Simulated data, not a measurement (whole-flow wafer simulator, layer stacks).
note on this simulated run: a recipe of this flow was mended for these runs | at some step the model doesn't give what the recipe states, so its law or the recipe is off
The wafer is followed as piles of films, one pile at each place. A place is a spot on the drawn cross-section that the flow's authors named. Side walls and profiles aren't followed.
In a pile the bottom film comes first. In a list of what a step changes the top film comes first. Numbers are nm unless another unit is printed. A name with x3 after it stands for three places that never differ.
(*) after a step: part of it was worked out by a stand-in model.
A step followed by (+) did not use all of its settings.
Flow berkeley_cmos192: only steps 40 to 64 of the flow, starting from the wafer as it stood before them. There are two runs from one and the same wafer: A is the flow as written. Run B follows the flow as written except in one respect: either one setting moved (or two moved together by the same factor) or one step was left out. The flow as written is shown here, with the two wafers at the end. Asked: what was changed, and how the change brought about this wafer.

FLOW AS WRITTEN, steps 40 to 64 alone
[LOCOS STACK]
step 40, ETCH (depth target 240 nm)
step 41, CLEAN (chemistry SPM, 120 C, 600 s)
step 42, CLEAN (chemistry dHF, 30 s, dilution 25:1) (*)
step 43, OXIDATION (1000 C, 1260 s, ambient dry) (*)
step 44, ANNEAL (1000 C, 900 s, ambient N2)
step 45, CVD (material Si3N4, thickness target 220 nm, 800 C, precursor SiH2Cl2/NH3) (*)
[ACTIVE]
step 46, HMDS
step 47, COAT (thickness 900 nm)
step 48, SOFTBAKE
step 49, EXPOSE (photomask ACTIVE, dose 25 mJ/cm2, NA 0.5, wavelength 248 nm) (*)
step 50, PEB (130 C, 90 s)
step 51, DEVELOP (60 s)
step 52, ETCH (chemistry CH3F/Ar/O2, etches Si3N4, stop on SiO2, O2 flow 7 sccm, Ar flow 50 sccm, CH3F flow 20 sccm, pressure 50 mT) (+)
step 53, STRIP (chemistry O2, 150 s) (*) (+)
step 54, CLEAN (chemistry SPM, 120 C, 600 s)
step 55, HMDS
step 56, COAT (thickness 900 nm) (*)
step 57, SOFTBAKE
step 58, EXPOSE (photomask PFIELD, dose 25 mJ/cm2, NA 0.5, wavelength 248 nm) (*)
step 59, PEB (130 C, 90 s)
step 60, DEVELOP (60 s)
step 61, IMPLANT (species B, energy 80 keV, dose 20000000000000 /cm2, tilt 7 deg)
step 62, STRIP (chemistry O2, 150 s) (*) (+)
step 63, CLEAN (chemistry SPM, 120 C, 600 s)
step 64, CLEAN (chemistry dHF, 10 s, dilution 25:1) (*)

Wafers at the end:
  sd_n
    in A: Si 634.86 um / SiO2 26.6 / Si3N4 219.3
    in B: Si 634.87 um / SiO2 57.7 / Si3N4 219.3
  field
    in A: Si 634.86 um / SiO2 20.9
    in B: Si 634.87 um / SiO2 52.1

Cause: step 40, ETCH: depth target 151 nm was run, whereas the flow has depth target 240 nm.

Step by step, how the change led to this:
  step 40, ETCH (depth target 240 nm)
      field, sd_n, spacer_n and 6 more: A -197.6 SiO2 (all of it) | B -151 SiO2
  step 41, CLEAN (chemistry SPM, 120 C, 600 s)
      field, sd_n, spacer_n and 6 more: A +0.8 chemical SiO2 (new film), -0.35 Si | B nothing
  step 42, CLEAN (chemistry dHF, 30 s, dilution 25:1) (*)
      field, sd_n, spacer_n and 6 more: A -0.8 chemical SiO2 (all of it) | B -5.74 SiO2
  step 43, OXIDATION (1000 C, 1260 s, ambient dry) (*)
      field, sd_n, spacer_n and 6 more: A +26.6 SiO2 (new film), -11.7 Si | B +16.8 SiO2, -7.4 Si
